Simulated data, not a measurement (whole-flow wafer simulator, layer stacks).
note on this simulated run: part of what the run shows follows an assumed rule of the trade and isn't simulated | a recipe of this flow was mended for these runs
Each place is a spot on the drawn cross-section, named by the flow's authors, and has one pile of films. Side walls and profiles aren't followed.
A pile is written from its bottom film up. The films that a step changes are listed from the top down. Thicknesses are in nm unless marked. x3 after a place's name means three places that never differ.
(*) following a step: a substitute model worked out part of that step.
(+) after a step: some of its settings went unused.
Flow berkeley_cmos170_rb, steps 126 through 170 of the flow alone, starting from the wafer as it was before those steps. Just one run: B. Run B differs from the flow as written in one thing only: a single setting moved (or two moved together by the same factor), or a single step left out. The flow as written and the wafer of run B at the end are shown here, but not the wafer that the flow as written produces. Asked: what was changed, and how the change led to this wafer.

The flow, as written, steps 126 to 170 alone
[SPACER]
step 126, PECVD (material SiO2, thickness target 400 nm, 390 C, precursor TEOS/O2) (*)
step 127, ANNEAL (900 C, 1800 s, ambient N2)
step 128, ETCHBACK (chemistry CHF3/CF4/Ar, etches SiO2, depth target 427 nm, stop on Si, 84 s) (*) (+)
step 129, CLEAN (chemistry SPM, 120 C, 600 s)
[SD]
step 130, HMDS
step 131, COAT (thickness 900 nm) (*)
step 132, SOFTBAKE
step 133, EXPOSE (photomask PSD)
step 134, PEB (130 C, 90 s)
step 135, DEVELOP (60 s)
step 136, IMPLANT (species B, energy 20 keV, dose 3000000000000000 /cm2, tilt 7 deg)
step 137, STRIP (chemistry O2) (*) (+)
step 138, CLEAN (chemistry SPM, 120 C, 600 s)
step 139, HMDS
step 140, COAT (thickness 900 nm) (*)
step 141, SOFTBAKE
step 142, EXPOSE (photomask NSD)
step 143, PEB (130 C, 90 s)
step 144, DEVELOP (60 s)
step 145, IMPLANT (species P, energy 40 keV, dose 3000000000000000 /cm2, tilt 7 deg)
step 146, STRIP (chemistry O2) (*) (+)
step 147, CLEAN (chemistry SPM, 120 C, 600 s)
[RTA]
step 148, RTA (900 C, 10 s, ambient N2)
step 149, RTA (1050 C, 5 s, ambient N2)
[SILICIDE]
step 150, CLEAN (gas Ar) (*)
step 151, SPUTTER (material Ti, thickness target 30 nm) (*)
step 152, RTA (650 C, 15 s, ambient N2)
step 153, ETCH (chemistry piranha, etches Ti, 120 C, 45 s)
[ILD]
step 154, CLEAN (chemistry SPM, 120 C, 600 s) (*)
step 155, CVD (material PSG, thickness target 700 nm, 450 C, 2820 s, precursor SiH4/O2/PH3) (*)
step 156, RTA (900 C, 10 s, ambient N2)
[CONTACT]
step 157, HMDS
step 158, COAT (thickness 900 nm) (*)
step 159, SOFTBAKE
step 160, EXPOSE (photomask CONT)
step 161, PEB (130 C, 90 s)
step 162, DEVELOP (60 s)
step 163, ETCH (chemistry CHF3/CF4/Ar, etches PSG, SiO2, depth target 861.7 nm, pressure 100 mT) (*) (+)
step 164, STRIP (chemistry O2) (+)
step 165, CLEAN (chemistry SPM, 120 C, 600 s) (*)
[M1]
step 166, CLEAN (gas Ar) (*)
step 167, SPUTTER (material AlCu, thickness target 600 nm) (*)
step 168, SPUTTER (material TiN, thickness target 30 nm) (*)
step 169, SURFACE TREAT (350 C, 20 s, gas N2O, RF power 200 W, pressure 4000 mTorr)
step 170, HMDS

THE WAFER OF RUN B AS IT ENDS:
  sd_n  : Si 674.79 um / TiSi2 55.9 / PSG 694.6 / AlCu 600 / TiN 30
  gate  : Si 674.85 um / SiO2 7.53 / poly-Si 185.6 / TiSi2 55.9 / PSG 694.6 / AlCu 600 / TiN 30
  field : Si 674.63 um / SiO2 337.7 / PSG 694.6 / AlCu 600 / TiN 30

What caused this: step 126, PECVD: thickness target 340 nm was run, whereas the flow has thickness target 400 nm.

Step by step, how the change led to this:
  step 126, PECVD (material SiO2, thickness target 400 nm, 390 C, precursor TEOS/O2) (*)
      field, sd_n, contact, m1: +340 SiO2 (in the flow as written it would be: +400 SiO2)
      spacer_n, sd_p, spacer_p: +327.8 SiO2 (in the flow as written it would be: +385.3 SiO2)
      (also at 2 further places)
  step 128, ETCHBACK (chemistry CHF3/CF4/Ar, etches SiO2, depth target 427 nm, stop on Si, 84 s) (*) (+)
      gate, gate_p: -340 SiO2 (all of it), -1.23 chemical SiO2 (all of it), -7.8 poly-Si (in the flow as written it would be: -400 SiO2 (all of it), -1.23 chemical SiO2 (all of it), -2.34 poly-Si)
      sd_n: -346 SiO2 (all of it), -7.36 Si (in the flow as written it would be: -406 SiO2 (all of it), -1.91 Si)
      (also at 3 further places)
  step 131, COAT (thickness 900 nm) (*)
      sd_n: +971 KrF-resist (new film) (in the flow as written it would be: +1002.7 KrF-resist (new film))
      spacer_n: +817.1 KrF-resist (new film) (in the flow as written it would be: +791.7 KrF-resist (new film))
      (also at 6 further places)
  step 135, DEVELOP (60 s)
      sd_p: -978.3 KrF-resist (all of it) (in the flow as written it would be: -1006.4 KrF-resist (all of it))
      spacer_p: -811.5 KrF-resist (all of it) (in the flow as written it would be: -783.4 KrF-resist (all of it))
      (also at 1 further place)
  step 137, STRIP (chemistry O2) (*) (+)
      sd_n: -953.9 KrF-resist (all of it), +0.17 chemical SiO2, -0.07 Si (in the flow as written it would be: -985.4 KrF-resist (all of it), +0.17 chemical SiO2, -0.07 Si)
      spacer_n: -800.4 KrF-resist (all of it) (in the flow as written it would be: -775.1 KrF-resist (all of it))
      (also at 3 further places)
  step 140, COAT (thickness 900 nm) (*)
      sd_n: +971 KrF-resist (new film) (in the flow as written it would be: +1002.3 KrF-resist (new film))
      spacer_n: +817.2 KrF-resist (new film) (in the flow as written it would be: +791.4 KrF-resist (new film))
      (also at 6 further places)
  step 144, DEVELOP (60 s)
      sd_n: -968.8 KrF-resist (all of it) (in the flow as written it would be: -1000 KrF-resist (all of it))
      spacer_n: -815.4 KrF-resist (all of it) (in the flow as written it would be: -789.7 KrF-resist (all of it))
      (also at 3 further places)
  step 146, STRIP (chemistry O2) (*) (+)
      gate_p: -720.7 KrF-resist (all of it), +0.07 chemical SiO2, -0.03 poly-Si (in the flow as written it would be: -747.2 KrF-resist (all of it), +0.07 chemical SiO2)
      sd_p: -963.3 KrF-resist (all of it), +0.07 chemical SiO2 (in the flow as written it would be: -991.3 KrF-resist (all of it), +0.07 chemical SiO2)
      (also at 1 further place)
  step 151, SPUTTER (material Ti, thickness target 30 nm) (*)
      sd_p: +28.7 Ti (new film) (in the flow as written it would be: +27.9 Ti (new film))
  step 152, RTA (650 C, 15 s, ambient N2)
      sd_p: -22.4 Ti, +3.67 TiSi first (new film), +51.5 TiSi2 C49 (new film), -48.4 Si (in the flow as written it would be: -21.8 Ti, +2.13 TiSi first (new film), +52.2 TiSi2 C49 (new film), -48 Si)
  step 156, RTA (900 C, 10 s, ambient N2)
      sd_p: under 1 film: +53.5 TiSi2 (new film), -3.57 TiSi first (all of it), -51.5 TiSi2 C49 (all of it), -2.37 Si (in the flow as written it would be: under 1 film: +52 TiSi2 (new film), -2.02 TiSi first (all of it), -52.2 TiSi2 C49 (all of it), -1.34 Si)
  step 158, COAT (thickness 900 nm) (*)
      sd_n: +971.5 KrF-resist (new film) (in the flow as written it would be: +1005.1 KrF-resist (new film))
      gate: +773 KrF-resist (new film) (in the flow as written it would be: +810 KrF-resist (new film))
      (also at 5 further places)
  step 162, DEVELOP (60 s)
      contact: -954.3 KrF-resist (all of it) (in the flow as written it would be: -980.6 KrF-resist (all of it))
  step 164, STRIP (chemistry O2) (+)
      sd_n: -739 KrF-resist (all of it) (in the flow as written it would be: -772.5 KrF-resist (all of it))
      spacer_n: -615.2 KrF-resist (all of it) (in the flow as written it would be: -598.3 KrF-resist (all of it))
      (also at 5 further places)
  step 167, SPUTTER (material AlCu, thickness target 600 nm) (*)
      sd_p: +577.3 AlCu (new film) (in the flow as written it would be: +549.6 AlCu (new film))
  step 168, SPUTTER (material TiN, thickness target 30 nm) (*)
      sd_p: +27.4 TiN (new film) (in the flow as written it would be: +25.8 TiN (new film))
